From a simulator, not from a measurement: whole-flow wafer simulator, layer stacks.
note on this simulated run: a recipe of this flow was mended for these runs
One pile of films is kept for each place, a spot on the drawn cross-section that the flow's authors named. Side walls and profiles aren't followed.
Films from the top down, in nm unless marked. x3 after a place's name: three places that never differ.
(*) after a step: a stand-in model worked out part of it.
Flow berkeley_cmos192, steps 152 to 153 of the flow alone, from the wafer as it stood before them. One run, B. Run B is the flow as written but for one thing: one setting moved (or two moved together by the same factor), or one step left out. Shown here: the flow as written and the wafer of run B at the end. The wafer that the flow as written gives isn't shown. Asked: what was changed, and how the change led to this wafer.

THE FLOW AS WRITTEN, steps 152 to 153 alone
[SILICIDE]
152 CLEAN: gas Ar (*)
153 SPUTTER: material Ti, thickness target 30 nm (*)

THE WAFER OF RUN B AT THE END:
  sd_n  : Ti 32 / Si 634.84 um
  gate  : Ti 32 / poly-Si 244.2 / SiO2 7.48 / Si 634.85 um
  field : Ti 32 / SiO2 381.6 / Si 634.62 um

The cause: step 153, SPUTTER: thickness target 32 nm was run, where the flow has thickness target 30 nm.
It can be read off the wafer: sd_n has Ti 32, and step 153 as written asks for 30 nm.

How the change led to this, step by step:
  153 SPUTTER: material Ti, thickness target 30 nm (*)
      field, sd_n, spacer_n, gate, spacer_p, gate_p, contact x2: Ti +32 (new film) (as written it would be: Ti +30 (new film))
      sd_p: Ti +30.1 (new film) (as written it would be: Ti +28.2 (new film))
